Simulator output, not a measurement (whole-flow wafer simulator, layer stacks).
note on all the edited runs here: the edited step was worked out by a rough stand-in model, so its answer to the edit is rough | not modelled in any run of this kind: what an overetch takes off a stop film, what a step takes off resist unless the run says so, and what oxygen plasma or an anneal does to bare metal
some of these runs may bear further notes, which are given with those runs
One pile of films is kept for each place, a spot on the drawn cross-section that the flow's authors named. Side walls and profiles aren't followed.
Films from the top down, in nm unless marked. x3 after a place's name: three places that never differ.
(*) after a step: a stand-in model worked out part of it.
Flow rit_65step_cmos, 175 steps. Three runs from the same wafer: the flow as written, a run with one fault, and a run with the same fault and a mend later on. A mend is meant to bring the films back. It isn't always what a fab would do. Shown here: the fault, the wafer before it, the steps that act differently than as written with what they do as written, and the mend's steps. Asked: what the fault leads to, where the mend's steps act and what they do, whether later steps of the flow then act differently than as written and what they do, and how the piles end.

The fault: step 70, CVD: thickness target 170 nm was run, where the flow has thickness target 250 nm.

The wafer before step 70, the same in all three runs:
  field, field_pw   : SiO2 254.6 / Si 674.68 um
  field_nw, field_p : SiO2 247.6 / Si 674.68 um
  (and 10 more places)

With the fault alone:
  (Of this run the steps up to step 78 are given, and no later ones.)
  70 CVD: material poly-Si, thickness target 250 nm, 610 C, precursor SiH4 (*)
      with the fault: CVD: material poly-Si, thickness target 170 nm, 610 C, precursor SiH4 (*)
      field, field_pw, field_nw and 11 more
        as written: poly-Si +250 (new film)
        with the fault: poly-Si +170 (new film)
  No later step of the flow up to step 78 acts differently than as written, at any place that is followed, by more than 2% or 0.5 nm, whichever is larger.
  After step 78 the piles differ from the flow's by more than 2% or 0.5 nm, whichever is larger, at field, field_pw, field_nw and 11 more.
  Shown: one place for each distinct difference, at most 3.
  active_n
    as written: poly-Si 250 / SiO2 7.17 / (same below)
    with the fault: poly-Si 170 / SiO2 7.17 / (same below)
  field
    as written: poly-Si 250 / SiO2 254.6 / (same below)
    with the fault: poly-Si 170 / SiO2 254.6 / (same below)
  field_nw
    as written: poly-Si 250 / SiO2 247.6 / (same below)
    with the fault: poly-Si 170 / SiO2 247.6 / (same below)

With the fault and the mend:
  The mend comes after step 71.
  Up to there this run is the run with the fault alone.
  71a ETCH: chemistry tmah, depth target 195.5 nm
      field, field_pw, field_nw and 11 more
        poly-Si -170 (all of it)
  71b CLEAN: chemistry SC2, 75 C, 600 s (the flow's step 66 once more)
      changes no film at any place that is followed
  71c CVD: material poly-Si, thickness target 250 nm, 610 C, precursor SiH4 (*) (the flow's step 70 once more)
      field, field_pw, field_nw and 11 more
        poly-Si +250 (new film)
  No later step of the flow acts differently than as written at any place that is followed.
  At the end the piles are the same as the flow's at every place that both follow.
